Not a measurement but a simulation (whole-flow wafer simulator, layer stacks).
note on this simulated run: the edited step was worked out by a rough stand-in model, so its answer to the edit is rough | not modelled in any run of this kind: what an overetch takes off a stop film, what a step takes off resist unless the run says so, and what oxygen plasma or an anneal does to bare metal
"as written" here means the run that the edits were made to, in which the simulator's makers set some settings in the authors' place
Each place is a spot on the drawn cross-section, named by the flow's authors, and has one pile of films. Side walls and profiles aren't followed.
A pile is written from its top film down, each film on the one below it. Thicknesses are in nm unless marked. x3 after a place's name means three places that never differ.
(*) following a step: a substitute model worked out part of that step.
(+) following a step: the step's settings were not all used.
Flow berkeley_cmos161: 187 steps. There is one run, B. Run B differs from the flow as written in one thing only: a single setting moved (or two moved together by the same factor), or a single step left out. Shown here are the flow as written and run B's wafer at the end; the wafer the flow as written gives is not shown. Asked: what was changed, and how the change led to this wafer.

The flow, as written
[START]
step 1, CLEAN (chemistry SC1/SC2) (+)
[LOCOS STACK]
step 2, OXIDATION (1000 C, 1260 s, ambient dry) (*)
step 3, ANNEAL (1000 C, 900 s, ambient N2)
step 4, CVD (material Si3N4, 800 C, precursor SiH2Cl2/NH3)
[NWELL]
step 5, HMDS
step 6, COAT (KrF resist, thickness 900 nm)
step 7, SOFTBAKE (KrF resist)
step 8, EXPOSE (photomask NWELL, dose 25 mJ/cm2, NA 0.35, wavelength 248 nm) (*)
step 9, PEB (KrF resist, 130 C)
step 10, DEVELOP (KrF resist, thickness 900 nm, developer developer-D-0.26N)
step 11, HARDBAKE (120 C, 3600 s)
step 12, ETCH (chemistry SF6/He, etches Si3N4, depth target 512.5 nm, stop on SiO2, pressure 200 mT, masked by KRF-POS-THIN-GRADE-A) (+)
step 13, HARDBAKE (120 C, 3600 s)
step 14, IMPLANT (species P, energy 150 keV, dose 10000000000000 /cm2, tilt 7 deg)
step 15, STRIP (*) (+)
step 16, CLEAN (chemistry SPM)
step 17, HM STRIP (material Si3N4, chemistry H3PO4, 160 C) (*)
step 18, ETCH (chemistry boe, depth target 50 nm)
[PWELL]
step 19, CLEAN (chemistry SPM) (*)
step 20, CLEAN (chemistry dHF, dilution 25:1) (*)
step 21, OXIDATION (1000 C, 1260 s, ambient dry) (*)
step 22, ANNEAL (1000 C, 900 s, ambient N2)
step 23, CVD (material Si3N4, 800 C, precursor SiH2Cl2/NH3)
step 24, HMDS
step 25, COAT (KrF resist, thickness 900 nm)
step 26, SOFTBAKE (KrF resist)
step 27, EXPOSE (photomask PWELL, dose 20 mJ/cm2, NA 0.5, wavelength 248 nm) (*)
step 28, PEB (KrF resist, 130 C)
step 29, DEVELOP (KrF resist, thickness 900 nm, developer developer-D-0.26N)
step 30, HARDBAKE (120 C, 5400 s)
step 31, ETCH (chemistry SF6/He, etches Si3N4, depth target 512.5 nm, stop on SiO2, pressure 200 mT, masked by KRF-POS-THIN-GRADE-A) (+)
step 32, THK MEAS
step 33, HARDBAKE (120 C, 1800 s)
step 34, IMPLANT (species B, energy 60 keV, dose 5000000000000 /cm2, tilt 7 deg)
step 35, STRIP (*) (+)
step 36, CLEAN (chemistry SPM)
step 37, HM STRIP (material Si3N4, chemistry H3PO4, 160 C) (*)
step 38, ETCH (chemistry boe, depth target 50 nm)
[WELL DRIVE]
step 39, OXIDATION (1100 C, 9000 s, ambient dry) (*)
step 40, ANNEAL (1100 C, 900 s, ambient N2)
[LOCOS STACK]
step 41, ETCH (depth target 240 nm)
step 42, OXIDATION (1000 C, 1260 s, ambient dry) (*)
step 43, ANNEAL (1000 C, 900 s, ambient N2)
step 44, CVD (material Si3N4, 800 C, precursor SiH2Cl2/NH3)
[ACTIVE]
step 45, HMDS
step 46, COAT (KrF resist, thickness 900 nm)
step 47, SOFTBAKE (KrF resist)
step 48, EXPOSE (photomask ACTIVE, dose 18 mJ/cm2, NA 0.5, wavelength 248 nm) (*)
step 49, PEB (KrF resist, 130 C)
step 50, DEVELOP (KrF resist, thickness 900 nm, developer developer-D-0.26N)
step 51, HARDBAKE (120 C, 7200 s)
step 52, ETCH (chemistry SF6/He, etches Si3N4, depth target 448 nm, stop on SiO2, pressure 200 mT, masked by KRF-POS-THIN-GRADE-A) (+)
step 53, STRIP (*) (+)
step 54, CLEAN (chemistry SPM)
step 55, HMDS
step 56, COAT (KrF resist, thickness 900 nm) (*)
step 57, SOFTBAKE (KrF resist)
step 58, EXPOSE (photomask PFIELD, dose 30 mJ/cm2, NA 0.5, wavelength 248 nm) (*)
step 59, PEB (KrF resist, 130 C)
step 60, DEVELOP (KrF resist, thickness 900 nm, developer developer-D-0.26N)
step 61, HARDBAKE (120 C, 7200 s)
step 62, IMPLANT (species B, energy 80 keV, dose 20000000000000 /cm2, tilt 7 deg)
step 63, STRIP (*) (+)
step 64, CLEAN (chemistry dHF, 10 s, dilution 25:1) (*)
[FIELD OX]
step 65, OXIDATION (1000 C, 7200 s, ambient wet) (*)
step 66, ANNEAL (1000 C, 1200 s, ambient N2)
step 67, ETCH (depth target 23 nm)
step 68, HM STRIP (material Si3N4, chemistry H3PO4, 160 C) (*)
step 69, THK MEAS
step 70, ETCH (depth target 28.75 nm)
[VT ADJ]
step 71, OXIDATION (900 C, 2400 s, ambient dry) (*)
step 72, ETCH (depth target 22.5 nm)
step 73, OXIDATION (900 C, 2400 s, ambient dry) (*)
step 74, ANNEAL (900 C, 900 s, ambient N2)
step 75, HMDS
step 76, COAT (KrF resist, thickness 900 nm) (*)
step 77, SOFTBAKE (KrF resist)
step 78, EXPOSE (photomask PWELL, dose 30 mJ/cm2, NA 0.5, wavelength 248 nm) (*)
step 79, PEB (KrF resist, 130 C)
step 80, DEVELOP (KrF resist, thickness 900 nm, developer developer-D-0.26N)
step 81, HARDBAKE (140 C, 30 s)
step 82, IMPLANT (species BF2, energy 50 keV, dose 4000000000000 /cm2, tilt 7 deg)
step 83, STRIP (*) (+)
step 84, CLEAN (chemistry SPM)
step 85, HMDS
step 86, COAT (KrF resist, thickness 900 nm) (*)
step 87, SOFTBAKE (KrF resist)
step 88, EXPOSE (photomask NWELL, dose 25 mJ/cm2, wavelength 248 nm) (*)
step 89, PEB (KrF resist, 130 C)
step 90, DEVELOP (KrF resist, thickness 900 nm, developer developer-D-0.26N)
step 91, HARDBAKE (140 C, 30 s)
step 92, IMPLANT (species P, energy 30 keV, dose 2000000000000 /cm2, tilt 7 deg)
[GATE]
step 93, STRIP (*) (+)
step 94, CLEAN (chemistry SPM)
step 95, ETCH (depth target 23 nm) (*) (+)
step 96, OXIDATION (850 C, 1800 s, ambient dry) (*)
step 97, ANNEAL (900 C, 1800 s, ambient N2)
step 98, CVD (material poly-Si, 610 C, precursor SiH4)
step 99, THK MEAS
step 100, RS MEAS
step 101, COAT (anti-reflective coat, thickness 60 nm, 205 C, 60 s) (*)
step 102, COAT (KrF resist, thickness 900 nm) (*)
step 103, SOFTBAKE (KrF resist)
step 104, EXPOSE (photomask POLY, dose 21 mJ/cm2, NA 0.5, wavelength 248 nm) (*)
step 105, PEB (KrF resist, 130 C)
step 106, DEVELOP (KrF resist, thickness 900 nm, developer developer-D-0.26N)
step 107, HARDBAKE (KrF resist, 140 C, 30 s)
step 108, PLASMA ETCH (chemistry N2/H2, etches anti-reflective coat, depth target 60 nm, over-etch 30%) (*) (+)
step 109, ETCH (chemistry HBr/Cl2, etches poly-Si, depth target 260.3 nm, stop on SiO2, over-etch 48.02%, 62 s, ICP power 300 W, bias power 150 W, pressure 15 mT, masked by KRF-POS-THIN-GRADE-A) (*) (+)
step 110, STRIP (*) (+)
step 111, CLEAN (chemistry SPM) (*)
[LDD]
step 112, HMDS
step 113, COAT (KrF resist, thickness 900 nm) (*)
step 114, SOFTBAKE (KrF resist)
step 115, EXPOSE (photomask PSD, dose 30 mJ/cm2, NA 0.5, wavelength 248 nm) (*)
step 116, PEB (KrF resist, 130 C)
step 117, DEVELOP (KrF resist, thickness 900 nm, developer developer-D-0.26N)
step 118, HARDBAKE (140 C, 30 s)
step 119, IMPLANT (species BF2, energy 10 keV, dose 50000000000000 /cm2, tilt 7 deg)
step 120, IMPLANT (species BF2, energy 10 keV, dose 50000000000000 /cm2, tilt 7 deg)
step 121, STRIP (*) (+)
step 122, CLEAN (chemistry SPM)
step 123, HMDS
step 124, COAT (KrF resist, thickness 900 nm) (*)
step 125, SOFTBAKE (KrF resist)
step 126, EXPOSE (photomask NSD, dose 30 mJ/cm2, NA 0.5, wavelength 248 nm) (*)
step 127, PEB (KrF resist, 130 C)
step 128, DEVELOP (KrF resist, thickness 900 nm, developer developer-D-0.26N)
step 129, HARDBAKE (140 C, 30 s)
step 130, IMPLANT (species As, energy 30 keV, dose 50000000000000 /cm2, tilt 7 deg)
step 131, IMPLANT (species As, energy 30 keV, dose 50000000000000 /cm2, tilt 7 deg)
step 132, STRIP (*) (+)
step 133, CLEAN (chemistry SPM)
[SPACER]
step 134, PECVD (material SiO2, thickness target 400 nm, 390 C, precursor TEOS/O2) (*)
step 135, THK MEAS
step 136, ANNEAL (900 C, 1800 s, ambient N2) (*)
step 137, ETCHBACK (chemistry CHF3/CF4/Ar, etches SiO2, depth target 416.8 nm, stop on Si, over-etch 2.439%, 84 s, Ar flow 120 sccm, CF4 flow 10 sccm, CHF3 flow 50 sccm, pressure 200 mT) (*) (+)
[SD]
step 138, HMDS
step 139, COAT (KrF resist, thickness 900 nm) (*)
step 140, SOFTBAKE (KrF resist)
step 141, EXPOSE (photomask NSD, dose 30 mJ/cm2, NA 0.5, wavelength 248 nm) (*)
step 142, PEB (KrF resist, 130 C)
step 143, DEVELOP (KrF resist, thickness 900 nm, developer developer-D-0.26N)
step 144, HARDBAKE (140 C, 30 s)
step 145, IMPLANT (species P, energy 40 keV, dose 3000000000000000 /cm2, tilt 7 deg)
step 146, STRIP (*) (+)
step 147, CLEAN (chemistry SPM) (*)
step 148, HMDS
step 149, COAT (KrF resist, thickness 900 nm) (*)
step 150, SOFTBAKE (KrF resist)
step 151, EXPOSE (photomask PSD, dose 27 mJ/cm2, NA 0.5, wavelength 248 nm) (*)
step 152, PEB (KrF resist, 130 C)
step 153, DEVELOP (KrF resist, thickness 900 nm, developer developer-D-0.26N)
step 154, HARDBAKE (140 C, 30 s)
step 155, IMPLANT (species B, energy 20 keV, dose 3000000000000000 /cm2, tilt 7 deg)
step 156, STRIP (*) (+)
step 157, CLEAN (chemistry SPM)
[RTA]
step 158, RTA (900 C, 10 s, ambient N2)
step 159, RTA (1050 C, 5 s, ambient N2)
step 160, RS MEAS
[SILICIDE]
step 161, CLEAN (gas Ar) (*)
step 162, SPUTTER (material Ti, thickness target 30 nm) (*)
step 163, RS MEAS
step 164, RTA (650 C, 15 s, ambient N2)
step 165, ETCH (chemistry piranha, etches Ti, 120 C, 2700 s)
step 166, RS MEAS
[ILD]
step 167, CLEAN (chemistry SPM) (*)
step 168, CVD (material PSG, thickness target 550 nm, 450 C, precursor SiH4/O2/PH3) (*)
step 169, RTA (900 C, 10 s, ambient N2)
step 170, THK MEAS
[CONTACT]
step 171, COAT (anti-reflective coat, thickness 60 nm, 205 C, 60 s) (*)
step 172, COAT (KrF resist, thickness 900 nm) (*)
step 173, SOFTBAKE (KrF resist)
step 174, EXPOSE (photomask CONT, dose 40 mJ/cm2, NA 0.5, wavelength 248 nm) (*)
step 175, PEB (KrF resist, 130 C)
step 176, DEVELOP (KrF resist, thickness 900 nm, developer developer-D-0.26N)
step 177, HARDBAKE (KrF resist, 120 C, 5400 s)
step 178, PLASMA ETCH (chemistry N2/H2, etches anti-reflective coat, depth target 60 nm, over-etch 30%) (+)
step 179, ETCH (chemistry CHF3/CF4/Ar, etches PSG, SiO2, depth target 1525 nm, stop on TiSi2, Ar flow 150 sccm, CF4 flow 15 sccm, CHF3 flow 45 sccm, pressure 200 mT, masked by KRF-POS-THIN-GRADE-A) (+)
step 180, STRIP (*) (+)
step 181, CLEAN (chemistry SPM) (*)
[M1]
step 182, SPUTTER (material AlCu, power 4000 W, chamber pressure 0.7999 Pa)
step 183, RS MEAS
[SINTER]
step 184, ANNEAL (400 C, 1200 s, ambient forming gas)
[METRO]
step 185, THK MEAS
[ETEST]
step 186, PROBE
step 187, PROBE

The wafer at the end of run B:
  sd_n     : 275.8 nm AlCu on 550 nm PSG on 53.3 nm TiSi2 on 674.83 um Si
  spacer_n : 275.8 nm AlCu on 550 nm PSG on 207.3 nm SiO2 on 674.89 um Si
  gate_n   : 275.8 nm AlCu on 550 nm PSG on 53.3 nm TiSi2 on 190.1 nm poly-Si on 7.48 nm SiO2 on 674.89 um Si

The reason: step 39, OXIDATION: 5166 s was run, while the flow as written has 9000 s.

The path from the change to this, step by step:
  step 39, OXIDATION (1100 C, 9000 s, ambient dry) (*)
      field, sd_n, spacer_n and 6 more: SiO2 gains 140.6 (new film), Si loses 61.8 (it would be, as written: SiO2 gains 197.6 (new film), Si loses 86.9)
  step 41, ETCH (depth target 240 nm)
      field, sd_n, spacer_n and 6 more: SiO2 loses 140.6 (all of it) (it would be, as written: SiO2 loses 197.6 (all of it))
